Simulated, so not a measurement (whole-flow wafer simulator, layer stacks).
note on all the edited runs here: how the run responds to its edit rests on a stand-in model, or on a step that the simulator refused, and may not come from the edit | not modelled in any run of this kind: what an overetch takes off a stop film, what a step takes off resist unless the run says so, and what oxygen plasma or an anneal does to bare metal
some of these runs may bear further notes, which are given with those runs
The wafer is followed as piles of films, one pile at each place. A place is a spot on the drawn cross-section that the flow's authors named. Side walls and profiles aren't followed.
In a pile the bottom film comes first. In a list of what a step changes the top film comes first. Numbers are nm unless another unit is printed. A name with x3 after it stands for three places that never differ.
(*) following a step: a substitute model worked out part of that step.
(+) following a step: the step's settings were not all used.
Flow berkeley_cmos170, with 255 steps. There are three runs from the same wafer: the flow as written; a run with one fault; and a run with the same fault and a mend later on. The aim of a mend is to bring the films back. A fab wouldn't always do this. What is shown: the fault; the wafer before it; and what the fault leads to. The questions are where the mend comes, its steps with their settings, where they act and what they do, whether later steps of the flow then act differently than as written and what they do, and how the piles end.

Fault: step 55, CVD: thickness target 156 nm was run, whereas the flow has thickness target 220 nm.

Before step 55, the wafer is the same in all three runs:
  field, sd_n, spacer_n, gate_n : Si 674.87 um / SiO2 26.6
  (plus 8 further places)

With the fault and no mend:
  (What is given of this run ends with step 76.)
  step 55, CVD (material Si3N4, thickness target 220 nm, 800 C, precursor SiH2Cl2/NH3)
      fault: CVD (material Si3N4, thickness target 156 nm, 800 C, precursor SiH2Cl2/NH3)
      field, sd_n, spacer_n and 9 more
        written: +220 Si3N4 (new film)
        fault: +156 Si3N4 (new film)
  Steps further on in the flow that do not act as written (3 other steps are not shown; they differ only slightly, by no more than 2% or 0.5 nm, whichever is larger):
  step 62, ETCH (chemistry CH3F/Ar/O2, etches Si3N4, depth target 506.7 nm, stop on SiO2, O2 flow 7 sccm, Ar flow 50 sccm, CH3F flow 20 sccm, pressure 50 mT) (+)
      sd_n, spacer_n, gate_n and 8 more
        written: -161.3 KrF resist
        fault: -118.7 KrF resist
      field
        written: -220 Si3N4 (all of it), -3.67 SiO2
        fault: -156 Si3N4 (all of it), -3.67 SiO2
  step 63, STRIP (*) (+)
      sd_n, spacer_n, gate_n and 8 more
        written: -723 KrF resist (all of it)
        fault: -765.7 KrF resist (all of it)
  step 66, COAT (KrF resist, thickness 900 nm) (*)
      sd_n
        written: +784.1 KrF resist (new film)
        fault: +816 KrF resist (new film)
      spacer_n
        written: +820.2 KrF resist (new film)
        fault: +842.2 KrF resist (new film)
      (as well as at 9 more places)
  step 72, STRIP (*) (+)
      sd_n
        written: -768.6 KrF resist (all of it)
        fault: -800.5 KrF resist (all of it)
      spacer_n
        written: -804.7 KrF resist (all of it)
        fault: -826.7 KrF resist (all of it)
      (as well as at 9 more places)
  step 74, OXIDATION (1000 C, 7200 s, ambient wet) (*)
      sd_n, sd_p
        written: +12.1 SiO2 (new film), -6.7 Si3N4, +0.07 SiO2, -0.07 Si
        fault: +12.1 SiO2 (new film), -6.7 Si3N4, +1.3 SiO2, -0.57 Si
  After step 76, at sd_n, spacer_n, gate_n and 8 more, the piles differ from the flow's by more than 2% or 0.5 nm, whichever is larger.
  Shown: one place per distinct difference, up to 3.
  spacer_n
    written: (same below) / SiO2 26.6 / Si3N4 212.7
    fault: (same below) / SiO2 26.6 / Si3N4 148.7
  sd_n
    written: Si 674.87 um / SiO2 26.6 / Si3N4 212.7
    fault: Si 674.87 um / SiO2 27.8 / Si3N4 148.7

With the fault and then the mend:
  The mend follows step 61.
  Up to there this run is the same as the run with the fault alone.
  step 61a, STRIP (*) (+)
      sd_n, spacer_n, gate_n and 8 more
        -884.4 KrF resist (all of it)
  step 61b, CLEAN (chemistry SPM)
      leaves every film unchanged at each place that is followed
  step 61c, CVD (material Si3N4, thickness target 64 nm, 800 C, precursor SiH2Cl2/NH3) (the flow's step 55, run once more with other settings)
      field, sd_n, spacer_n and 9 more
        +64 Si3N4
  step 61d, HMDS (the flow's step 56, run once more)
      leaves every film unchanged at each place that is followed
  step 61e, COAT (KrF resist, thickness 900 nm) (the flow's step 57, run once more)
      field, sd_n, spacer_n and 9 more
        +900 KrF resist (new film)
  step 61f, SOFTBAKE (KrF resist) (the flow's step 58, run once more)
      leaves every film unchanged at each place that is followed
  step 61g, EXPOSE (photomask ACTIVE, dose 20 mJ/cm2, NA 0.5, wavelength 248 nm) (*) (the flow's step 59, run once more)
      leaves every film unchanged at each place that is followed
  step 61h, PEB (KrF resist, 130 C) (the flow's step 60, run once more)
      field, sd_n, spacer_n and 9 more
        -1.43 KrF resist
  step 61i, DEVELOP (KrF resist, thickness 900 nm, developer developer-D-0.26N) (the flow's step 61, run once more)
      sd_n, spacer_n, gate_n and 8 more
        -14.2 KrF resist
      field
        -898.6 KrF resist (all of it)
  Every later step of the flow that is run acts as written at every place that is followed.
  At every place that both follow, the piles at the end match the flow's.
